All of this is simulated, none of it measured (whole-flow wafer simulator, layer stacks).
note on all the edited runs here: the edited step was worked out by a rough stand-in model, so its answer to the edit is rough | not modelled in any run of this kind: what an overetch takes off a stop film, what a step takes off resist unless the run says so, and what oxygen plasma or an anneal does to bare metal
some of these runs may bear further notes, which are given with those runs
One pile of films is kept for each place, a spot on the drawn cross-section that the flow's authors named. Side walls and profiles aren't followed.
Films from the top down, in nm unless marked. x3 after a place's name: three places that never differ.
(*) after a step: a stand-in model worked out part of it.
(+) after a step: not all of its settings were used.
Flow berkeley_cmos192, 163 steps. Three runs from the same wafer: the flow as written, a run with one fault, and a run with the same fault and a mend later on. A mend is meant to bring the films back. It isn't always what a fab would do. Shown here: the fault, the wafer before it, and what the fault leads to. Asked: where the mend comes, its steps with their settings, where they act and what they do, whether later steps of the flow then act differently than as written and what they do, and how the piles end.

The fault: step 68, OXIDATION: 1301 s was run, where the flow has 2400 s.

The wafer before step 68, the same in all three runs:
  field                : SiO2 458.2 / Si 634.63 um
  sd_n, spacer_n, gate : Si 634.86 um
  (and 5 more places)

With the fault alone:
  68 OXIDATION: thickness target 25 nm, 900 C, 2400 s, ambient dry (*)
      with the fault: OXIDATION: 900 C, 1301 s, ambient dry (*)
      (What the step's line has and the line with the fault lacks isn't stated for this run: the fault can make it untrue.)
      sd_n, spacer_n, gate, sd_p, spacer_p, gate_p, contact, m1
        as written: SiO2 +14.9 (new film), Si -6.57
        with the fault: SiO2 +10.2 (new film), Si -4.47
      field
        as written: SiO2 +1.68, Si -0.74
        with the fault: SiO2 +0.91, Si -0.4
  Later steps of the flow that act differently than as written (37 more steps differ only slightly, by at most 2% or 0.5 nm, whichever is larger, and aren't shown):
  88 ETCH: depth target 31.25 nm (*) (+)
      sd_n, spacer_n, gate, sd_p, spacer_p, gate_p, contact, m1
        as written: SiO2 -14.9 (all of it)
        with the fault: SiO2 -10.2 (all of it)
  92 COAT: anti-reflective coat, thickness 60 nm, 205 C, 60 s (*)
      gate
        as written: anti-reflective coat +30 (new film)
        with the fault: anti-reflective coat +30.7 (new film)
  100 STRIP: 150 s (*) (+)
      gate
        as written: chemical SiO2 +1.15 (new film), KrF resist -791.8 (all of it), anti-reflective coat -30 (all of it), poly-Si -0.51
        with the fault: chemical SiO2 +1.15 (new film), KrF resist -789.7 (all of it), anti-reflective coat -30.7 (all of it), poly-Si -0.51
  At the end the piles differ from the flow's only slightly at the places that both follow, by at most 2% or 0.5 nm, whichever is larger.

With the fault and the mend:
  The mend comes after step 75.
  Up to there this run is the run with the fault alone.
  75a STRIP: 150 s (*) (+)
      sd_p
        KrF resist -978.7 (all of it)
      spacer_p
        KrF resist -960.1 (all of it)
      gate_p
        KrF resist -959.2 (all of it)
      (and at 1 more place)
  75b CLEAN: chemistry SPM
      changes no film at any place that is followed
  75c OXIDATION: 900 C, 1064 s, ambient dry (*) (the flow's step 68 once more, with other settings)
      sd_n, spacer_n, gate, sd_p, spacer_p, gate_p, contact, m1
        SiO2 +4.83, Si -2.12
      field
        SiO2 +0.74, Si -0.33
  75d HMDS (the flow's step 70 once more)
      changes no film at any place that is followed
  75e COAT: KrF resist, thickness 900 nm (*) (the flow's step 71 once more)
      spacer_n, gate
        KrF resist +978.6 (new film)
      field
        KrF resist +842.4 (new film)
      sd_n
        KrF resist +1013.2 (new film)
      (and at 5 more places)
  75f SOFTBAKE: KrF resist (the flow's step 72 once more)
      changes no film at any place that is followed
  75g EXPOSE: photomask PWELL, dose 30 mJ/cm2, NA 0.5, wavelength 248 nm (*) (the flow's step 73 once more)
      changes no film at any place that is followed
  75h PEB: KrF resist, 130 C, 60 s (the flow's step 74 once more)
      sd_n, m1
        KrF resist -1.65
      spacer_n, gate
        KrF resist -1.58
      spacer_p, gate_p
        KrF resist -1.57
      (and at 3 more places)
  75i DEVELOP: KrF resist, thickness 900 nm, developer developer-D-0.26N, 45 s (the flow's step 75 once more)
      sd_p, spacer_p, gate_p, m1
        KrF resist -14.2
      spacer_n, gate
        KrF resist -977 (all of it)
      field
        KrF resist -841.1 (all of it)
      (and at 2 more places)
  No later step of the flow acts differently than as written, at any place that is followed, by more than 2% or 0.5 nm, whichever is larger.
  At the end the piles are the same as the flow's at every place that both follow.
